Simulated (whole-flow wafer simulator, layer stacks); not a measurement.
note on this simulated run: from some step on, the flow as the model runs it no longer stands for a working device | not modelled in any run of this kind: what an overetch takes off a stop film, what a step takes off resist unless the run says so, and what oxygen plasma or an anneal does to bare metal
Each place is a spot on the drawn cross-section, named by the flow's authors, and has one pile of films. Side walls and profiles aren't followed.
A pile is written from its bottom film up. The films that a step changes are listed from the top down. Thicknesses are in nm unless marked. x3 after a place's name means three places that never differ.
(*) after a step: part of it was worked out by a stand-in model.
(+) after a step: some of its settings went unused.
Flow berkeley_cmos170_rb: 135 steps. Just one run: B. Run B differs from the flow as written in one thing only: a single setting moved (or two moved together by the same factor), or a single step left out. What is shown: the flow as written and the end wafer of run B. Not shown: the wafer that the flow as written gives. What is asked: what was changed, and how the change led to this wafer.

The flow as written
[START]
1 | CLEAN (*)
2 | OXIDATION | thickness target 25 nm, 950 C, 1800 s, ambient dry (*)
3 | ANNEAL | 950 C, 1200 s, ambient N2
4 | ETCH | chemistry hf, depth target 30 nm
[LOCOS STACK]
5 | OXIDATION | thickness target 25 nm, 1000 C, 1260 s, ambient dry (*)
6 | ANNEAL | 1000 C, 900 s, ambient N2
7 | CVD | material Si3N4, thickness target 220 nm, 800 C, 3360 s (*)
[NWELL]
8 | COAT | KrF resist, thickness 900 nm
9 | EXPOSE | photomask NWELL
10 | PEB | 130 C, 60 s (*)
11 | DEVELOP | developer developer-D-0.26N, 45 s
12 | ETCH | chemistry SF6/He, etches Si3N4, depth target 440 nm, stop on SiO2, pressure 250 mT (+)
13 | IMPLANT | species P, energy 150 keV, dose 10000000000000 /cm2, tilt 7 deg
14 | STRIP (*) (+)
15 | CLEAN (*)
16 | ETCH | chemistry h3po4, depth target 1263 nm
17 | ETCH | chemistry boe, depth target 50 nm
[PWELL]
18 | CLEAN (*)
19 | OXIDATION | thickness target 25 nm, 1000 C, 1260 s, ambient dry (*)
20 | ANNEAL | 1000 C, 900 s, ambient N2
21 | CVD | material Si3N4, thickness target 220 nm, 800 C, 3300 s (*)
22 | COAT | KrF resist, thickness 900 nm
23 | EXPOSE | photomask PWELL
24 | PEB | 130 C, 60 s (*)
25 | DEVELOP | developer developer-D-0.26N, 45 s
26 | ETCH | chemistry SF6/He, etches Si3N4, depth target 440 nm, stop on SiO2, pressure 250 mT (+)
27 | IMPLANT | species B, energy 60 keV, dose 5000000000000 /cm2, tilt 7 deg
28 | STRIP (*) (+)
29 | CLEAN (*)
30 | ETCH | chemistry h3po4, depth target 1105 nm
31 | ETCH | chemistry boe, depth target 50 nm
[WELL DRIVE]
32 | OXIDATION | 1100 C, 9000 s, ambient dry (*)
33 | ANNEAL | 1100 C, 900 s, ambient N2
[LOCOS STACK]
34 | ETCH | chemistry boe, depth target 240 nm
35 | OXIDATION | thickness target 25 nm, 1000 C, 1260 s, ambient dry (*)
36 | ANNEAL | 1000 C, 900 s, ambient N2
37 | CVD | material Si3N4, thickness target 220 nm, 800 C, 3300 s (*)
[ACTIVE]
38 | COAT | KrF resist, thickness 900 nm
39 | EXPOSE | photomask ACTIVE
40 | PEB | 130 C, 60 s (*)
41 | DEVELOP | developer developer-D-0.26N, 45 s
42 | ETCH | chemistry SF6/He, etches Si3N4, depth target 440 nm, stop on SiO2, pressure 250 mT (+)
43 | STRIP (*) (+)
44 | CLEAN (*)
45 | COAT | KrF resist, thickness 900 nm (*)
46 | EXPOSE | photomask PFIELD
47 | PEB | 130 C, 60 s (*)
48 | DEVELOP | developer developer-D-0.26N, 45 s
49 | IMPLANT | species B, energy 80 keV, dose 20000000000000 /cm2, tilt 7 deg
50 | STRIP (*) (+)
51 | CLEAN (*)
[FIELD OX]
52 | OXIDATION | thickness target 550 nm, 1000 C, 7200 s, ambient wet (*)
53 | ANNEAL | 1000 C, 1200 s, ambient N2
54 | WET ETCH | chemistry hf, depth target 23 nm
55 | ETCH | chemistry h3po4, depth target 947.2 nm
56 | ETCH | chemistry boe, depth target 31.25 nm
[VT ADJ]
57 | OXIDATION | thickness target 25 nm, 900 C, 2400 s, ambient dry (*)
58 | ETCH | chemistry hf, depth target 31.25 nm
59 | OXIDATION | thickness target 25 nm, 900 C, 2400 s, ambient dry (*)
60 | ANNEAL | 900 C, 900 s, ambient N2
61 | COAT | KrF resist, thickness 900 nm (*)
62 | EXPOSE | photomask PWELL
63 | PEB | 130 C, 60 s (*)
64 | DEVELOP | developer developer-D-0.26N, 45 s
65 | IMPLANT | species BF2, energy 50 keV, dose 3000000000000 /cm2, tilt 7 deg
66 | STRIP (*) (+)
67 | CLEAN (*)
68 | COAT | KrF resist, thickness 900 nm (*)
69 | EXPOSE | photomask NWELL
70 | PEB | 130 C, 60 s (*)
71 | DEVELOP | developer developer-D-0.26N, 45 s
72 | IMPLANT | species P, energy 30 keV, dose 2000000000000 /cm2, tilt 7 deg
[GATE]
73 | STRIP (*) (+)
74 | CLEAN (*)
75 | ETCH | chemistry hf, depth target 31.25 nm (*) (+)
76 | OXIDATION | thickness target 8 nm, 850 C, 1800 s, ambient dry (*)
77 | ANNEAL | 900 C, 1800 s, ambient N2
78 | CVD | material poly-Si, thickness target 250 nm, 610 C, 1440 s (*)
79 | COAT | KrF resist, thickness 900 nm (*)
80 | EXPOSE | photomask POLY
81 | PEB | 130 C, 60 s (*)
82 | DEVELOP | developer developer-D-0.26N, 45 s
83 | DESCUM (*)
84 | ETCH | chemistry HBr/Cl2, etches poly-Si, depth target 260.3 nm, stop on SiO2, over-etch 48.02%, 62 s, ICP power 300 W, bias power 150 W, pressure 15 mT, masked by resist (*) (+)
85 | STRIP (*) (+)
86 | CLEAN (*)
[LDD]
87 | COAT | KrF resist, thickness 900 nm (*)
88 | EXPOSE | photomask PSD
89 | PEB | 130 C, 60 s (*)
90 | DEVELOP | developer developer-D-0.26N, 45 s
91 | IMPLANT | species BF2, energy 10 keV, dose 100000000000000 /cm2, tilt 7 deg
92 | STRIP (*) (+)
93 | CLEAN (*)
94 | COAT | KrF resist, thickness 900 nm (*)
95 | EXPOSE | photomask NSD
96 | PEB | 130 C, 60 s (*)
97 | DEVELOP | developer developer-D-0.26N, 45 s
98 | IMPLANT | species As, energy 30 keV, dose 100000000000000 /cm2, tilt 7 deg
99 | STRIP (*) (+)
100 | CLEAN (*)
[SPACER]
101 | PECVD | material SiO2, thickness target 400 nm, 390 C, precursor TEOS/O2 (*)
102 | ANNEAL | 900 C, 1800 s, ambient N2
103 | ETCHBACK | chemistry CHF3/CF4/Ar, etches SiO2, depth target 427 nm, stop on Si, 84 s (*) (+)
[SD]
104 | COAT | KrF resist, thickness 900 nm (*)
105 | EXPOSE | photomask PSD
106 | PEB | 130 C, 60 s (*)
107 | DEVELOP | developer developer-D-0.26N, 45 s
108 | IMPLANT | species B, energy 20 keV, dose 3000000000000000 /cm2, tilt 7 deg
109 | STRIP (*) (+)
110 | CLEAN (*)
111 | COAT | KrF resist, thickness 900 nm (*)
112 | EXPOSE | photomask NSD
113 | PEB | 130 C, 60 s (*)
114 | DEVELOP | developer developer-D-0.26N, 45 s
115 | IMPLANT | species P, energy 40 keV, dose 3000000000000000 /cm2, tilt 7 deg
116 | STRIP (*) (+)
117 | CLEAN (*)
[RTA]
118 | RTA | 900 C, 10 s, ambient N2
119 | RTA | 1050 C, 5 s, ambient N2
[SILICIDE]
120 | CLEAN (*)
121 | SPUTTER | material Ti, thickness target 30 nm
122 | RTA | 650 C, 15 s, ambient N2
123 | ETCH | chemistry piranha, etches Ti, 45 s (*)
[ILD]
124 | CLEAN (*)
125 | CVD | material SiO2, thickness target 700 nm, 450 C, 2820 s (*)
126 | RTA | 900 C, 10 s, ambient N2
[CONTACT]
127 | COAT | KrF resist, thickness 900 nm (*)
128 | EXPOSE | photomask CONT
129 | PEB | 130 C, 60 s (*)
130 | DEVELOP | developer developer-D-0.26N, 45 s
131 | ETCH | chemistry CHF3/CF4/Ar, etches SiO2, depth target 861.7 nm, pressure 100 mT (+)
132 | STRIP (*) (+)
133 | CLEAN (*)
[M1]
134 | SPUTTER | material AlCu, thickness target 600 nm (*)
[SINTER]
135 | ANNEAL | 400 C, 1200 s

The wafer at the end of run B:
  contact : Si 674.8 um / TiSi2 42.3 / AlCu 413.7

Cause: step 131, ETCH: depth target 974.3 nm was run, though the flow has depth target 861.7 nm.

How this came from the change, step by step:
  131 | ETCH | chemistry CHF3/CF4/Ar, etches SiO2, depth target 861.7 nm, pressure 100 mT (+)
      field, sd_n, spacer_n, gate, sd_p, spacer_p, gate_p, m1: KrF resist loses 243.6 (it would be, as written: KrF resist loses 215.4)
      contact: SiO2 loses 700 (all of it), TiSi2 loses 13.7 (it would be, as written: SiO2 loses 700 (all of it), TiSi2 loses 8.08)
  132 | STRIP (*) (+)
      field: KrF resist loses 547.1 (all of it) (it would be, as written: KrF resist loses 575.3 (all of it))
      sd_n: KrF resist loses 752.2 (all of it) (it would be, as written: KrF resist loses 780.4 (all of it))
      (also at 6 further places)
